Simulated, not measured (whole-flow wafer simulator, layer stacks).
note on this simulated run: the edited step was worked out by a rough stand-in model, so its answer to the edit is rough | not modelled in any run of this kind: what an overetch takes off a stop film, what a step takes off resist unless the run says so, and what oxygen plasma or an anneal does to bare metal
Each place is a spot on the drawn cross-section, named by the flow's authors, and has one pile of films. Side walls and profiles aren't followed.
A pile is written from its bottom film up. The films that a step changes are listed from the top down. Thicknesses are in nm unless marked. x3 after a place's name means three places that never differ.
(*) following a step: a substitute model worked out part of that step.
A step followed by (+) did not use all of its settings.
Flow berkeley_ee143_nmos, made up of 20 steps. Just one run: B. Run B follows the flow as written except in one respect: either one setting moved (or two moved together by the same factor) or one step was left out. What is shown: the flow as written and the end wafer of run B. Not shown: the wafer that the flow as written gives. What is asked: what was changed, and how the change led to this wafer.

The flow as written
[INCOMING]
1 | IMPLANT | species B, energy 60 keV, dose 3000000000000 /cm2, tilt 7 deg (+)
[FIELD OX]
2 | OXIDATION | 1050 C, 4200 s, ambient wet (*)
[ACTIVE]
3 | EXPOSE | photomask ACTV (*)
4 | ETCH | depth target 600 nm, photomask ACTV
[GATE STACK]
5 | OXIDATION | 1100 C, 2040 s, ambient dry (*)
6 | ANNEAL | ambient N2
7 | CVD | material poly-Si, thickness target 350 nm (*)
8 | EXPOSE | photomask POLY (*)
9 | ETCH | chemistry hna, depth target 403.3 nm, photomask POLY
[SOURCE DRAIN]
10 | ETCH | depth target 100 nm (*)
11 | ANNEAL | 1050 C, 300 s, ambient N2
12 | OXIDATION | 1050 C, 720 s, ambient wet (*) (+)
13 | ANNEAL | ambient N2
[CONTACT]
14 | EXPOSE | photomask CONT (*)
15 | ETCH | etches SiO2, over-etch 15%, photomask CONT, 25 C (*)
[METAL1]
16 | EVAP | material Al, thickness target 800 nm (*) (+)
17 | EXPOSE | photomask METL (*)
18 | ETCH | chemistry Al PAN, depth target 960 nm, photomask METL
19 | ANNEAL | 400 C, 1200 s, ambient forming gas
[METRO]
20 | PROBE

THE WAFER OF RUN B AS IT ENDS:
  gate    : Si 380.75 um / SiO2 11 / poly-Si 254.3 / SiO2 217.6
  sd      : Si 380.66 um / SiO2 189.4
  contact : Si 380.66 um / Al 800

The reason: step 5, OXIDATION: 880 C was run, though the flow has 1100 C.

Step by step, how the change led to this:
  5 | OXIDATION | 1100 C, 2040 s, ambient dry (*)
      gate, sd, contact: SiO2 gains 11 (new film), Si loses 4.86 (it would be, as written: SiO2 gains 79.7 (new film), Si loses 35.1)
      field: SiO2 gains 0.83, Si loses 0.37 (it would be, as written: SiO2 gains 11.6, Si loses 5.1)
  10 | ETCH | depth target 100 nm (*)
      sd, contact: SiO2 loses 11 (all of it) (it would be, as written: SiO2 loses 79.7 (all of it))
